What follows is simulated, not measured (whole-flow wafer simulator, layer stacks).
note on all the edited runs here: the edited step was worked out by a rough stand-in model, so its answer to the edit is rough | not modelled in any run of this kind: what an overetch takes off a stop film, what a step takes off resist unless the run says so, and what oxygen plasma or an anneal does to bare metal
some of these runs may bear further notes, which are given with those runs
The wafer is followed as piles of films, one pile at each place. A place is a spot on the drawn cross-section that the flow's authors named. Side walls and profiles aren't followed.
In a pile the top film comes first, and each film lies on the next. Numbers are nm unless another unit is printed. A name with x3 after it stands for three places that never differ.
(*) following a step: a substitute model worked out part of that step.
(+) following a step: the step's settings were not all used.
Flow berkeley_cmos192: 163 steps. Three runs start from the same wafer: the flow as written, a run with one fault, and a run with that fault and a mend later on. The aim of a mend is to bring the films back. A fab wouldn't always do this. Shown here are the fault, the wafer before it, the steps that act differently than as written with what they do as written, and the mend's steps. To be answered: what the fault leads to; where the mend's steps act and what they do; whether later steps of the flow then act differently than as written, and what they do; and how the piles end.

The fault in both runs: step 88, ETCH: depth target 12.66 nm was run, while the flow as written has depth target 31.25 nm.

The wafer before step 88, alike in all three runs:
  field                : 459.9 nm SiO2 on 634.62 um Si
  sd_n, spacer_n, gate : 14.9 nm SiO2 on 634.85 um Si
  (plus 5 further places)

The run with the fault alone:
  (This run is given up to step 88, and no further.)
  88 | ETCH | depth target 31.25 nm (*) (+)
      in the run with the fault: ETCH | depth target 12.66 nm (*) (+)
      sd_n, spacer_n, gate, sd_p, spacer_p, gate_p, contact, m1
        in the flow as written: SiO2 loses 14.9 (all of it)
        in the run with the fault: SiO2 loses 12.7
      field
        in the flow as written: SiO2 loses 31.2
        in the run with the fault: SiO2 loses 12.7
  The piles after step 88 differ from the flow's at field, sd_n, spacer_n and 6 more by more than 2% or 0.5 nm, whichever is larger.
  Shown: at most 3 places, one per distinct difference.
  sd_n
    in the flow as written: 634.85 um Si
    in the run with the fault: 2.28 nm SiO2 on 634.85 um Si
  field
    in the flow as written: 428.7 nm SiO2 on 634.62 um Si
    in the run with the fault: 447.2 nm SiO2 on 634.62 um Si

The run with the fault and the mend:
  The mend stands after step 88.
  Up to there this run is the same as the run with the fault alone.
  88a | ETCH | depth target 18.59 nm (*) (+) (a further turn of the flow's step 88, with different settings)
      sd_n, spacer_n, gate, sd_p, spacer_p, gate_p, contact, m1
        SiO2 loses 2.28 (all of it)
      field
        SiO2 loses 18.6
  None of the later steps of the flow differs from how it acts as written, at any place that is followed, by more than 2% or 0.5 nm, whichever is larger.
  The piles end the same as the flow's at every place that both follow.
